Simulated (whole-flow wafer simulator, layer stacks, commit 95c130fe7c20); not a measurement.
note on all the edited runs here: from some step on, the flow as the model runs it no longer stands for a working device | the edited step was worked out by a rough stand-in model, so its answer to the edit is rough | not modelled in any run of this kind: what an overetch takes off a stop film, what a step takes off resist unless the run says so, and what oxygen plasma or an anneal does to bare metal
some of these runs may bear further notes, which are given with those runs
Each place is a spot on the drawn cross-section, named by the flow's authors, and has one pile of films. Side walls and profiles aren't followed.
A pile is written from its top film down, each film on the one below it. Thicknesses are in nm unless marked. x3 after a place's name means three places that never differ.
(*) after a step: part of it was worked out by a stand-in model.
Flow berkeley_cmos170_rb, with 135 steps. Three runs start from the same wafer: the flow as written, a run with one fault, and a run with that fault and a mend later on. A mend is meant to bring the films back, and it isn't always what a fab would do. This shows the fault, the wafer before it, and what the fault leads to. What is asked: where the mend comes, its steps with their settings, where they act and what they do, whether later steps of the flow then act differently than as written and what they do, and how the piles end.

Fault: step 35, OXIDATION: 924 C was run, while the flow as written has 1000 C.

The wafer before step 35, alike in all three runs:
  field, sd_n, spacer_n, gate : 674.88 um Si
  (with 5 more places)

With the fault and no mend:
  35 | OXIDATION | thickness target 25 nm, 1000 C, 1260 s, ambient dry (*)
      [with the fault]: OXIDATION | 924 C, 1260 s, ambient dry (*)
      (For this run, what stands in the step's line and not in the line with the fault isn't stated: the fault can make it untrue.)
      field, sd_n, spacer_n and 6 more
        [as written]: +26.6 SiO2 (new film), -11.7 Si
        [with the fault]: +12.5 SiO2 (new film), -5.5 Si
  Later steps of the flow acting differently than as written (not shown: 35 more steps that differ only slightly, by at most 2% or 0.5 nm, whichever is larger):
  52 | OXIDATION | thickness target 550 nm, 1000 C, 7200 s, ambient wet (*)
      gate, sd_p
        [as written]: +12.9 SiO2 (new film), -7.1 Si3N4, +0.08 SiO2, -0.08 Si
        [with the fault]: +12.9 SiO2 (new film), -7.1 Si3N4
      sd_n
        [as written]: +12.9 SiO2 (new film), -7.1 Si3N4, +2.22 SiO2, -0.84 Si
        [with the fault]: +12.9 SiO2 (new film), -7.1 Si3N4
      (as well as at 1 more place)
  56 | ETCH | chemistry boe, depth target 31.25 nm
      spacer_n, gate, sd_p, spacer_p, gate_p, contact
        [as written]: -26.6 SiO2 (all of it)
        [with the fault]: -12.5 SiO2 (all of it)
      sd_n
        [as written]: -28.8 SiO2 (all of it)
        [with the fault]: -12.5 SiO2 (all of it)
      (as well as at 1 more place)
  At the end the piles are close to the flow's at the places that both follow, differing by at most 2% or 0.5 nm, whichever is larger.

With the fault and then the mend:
  The mend stands after step 36.
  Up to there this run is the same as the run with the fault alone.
  36a | OXIDATION | 1000 C, 809 s, ambient dry (*) (a further turn of the flow's step 35, with different settings)
      field, sd_n, spacer_n and 6 more
        +14 SiO2, -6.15 Si
  None of the later steps of the flow differs from how it acts as written, at any place that is followed, by more than 2% or 0.5 nm, whichever is larger.
  The piles end the same as the flow's at every place that both follow.
